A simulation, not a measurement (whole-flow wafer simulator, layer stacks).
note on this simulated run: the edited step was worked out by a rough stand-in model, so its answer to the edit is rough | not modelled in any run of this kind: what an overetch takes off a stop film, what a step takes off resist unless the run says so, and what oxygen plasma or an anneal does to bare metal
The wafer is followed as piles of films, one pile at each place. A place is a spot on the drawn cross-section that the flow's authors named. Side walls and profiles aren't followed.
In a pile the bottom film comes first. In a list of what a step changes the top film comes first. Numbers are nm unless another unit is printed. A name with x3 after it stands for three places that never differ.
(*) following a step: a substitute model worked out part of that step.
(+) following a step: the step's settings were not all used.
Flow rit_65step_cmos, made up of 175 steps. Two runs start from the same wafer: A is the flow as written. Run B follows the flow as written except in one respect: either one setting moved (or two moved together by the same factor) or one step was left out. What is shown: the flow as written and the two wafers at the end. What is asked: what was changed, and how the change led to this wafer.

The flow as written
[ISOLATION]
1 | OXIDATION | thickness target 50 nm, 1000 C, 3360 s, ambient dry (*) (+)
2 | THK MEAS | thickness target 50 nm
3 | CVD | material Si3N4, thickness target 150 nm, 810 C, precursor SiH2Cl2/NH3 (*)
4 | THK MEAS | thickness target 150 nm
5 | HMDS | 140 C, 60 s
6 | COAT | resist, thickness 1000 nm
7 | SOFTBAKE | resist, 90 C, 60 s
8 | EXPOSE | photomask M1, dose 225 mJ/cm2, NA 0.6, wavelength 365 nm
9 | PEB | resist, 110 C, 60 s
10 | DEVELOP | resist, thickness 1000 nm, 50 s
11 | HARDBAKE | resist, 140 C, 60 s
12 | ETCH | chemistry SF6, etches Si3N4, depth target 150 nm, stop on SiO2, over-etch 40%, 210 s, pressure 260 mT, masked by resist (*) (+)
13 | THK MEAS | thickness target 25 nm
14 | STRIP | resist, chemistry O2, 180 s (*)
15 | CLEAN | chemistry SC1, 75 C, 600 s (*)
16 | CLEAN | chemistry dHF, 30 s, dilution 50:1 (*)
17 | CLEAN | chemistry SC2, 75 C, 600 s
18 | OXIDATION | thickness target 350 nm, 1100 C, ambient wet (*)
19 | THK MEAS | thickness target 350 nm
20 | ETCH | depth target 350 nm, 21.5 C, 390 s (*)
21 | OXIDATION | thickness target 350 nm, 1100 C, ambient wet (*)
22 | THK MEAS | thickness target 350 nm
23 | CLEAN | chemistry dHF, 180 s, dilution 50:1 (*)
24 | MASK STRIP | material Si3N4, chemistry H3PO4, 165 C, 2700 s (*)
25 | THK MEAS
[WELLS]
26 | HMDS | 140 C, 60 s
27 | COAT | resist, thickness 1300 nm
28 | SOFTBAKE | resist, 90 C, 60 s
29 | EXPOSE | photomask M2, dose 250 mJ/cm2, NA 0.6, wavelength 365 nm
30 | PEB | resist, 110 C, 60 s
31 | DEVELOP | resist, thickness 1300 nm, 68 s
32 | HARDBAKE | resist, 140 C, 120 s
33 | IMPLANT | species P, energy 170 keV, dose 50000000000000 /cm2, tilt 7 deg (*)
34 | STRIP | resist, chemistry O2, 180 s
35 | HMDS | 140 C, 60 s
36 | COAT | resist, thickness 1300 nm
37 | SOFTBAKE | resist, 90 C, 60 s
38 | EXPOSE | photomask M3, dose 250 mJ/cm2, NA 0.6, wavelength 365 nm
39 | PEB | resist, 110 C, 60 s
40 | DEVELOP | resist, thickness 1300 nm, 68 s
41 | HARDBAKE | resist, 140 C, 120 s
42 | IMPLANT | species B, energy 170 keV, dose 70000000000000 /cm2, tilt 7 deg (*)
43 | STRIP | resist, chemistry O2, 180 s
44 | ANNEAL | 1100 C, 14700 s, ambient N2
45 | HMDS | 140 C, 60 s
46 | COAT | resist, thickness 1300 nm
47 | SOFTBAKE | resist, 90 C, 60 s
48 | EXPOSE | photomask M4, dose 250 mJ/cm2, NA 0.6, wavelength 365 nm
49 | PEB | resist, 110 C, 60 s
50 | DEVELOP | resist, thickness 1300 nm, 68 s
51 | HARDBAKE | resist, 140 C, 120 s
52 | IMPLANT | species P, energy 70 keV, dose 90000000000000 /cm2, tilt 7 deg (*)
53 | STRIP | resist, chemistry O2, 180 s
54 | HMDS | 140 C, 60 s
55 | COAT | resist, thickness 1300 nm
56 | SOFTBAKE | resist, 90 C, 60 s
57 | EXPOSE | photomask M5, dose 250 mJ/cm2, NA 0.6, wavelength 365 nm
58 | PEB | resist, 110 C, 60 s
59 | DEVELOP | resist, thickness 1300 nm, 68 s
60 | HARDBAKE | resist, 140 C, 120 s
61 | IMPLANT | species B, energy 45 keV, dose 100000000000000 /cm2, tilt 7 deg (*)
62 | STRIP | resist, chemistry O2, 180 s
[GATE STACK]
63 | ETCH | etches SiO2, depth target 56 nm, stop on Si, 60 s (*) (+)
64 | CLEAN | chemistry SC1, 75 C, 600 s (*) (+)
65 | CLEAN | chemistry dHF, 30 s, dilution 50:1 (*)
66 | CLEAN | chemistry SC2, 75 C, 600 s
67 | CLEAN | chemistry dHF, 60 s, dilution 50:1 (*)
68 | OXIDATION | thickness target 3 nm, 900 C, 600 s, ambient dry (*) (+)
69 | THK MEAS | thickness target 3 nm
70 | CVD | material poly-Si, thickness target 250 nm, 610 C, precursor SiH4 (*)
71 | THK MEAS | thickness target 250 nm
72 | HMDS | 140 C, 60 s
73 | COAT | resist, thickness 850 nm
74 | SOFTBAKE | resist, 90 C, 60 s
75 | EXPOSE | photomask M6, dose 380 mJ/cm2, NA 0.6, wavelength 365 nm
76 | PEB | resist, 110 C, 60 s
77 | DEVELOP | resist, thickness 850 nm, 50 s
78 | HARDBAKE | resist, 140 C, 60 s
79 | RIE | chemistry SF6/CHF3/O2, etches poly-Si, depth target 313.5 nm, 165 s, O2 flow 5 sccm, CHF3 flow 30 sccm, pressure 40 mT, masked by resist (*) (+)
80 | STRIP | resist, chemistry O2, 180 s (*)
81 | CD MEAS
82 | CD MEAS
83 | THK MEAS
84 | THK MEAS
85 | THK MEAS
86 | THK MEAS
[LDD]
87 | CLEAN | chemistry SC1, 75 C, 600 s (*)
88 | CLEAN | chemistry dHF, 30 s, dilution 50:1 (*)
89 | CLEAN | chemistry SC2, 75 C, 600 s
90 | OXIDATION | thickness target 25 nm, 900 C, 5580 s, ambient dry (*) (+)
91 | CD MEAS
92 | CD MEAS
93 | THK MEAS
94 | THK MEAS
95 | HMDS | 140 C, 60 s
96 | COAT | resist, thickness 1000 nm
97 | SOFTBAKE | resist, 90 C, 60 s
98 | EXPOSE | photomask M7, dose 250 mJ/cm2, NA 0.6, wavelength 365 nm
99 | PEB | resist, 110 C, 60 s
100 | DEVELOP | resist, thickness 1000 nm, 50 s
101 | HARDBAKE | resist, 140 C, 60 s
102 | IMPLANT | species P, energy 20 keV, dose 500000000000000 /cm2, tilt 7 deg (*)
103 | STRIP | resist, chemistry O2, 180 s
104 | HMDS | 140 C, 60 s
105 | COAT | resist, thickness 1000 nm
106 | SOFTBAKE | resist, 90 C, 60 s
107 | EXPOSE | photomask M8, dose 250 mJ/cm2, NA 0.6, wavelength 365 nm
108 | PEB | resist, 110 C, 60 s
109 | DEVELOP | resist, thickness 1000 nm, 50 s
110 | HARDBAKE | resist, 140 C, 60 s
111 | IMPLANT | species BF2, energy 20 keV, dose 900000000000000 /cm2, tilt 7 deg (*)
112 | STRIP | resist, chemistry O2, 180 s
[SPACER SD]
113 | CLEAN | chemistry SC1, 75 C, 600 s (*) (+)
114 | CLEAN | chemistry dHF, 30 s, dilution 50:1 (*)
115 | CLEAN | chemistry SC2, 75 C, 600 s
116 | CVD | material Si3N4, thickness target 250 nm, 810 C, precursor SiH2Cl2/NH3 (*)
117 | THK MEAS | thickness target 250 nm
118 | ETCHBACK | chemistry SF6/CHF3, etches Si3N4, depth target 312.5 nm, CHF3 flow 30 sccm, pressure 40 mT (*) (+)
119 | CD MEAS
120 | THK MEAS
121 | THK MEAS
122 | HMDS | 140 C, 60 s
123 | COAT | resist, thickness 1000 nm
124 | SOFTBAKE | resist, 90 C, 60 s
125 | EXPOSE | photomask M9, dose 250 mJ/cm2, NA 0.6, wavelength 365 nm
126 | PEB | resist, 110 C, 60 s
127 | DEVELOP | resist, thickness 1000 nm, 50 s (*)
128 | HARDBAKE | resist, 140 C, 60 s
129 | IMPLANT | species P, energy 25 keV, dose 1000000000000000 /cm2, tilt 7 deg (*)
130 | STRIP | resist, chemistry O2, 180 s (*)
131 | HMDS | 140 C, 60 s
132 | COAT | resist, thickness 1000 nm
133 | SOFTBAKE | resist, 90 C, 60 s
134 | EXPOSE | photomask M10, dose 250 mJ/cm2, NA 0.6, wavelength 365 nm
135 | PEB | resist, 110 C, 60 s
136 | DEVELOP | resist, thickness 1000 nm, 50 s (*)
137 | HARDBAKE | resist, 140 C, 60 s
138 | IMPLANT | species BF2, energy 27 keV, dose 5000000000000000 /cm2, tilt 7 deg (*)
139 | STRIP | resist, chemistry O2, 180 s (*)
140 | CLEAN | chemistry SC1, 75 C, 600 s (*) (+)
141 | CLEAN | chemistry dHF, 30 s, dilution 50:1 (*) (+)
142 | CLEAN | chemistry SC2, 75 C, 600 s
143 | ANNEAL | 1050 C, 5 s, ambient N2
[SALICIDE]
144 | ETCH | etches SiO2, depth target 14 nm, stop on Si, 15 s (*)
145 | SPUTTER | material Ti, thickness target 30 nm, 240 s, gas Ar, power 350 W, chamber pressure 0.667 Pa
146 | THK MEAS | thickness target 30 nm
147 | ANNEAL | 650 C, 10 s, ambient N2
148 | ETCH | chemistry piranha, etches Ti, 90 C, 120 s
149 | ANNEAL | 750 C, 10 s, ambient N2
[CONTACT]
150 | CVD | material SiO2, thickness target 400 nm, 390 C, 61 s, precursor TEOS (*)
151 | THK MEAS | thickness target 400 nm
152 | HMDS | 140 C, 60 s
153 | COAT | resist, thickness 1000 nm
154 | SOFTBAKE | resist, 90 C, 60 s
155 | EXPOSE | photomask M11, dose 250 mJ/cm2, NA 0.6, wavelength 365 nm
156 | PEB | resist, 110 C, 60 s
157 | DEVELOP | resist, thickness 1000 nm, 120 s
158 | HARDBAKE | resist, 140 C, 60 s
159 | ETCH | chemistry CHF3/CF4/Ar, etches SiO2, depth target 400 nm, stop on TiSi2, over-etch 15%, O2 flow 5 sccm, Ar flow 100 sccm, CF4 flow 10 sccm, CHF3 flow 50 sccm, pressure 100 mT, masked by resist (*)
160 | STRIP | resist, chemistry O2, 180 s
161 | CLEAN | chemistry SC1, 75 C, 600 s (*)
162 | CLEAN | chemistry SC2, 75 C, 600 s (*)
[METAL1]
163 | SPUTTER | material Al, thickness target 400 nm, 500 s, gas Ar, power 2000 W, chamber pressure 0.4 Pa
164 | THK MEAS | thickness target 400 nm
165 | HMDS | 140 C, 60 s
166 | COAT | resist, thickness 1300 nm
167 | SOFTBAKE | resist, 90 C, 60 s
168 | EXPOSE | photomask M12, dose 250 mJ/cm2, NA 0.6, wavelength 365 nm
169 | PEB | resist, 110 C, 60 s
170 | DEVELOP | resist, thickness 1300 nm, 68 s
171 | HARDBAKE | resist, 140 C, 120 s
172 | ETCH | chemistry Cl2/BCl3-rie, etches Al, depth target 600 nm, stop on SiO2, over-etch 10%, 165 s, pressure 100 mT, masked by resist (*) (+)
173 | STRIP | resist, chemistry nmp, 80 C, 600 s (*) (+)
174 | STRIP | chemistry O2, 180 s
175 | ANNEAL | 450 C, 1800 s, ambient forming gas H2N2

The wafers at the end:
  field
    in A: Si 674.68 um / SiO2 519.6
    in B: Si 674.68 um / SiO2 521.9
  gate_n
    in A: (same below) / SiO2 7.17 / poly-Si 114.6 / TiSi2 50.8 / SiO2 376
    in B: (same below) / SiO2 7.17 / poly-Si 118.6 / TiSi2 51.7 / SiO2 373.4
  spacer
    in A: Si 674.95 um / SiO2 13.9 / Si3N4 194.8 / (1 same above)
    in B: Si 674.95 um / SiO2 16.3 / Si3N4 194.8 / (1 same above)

Cause: step 102, IMPLANT: dose 200000000000000 /cm2 was run, whereas the flow has dose 500000000000000 /cm2.

How this came from the change, step by step:
  114 | CLEAN | chemistry dHF, 30 s, dilution 50:1 (*)
      field, active_n, gate_n, spacer, sd_n, contact, m1: A SiO2 loses 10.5 | B SiO2 loses 8.18
  118 | ETCHBACK | chemistry SF6/CHF3, etches Si3N4, depth target 312.5 nm, CHF3 flow 30 sccm, pressure 40 mT (*) (+)
      gate_n: A Si3N4 loses 250 (all of it), SiO2 loses 16.3 (all of it), poly-Si loses 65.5 | B Si3N4 loses 250 (all of it), SiO2 loses 18.7 (all of it), poly-Si loses 60.7
  147 | ANNEAL | 650 C, 10 s, ambient N2
      gate_n: A Ti loses 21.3, TiSi first gains 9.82 (new film), TiSi2 C49 gains 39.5 (new film), poly-Si loses 41.9 | B Ti loses 21.7, TiSi first gains 10.8 (new film), TiSi2 C49 gains 39 (new film), poly-Si loses 42.1
  149 | ANNEAL | 750 C, 10 s, ambient N2
      gate_n: A TiSi2 gains 50.8 (new film), TiSi first loses 9.72 (all of it), TiSi2 C49 loses 39.5 (all of it), poly-Si loses 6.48 | B TiSi2 gains 51.7 (new film), TiSi first loses 10.7 (all of it), TiSi2 C49 loses 39 (all of it), poly-Si loses 7.16
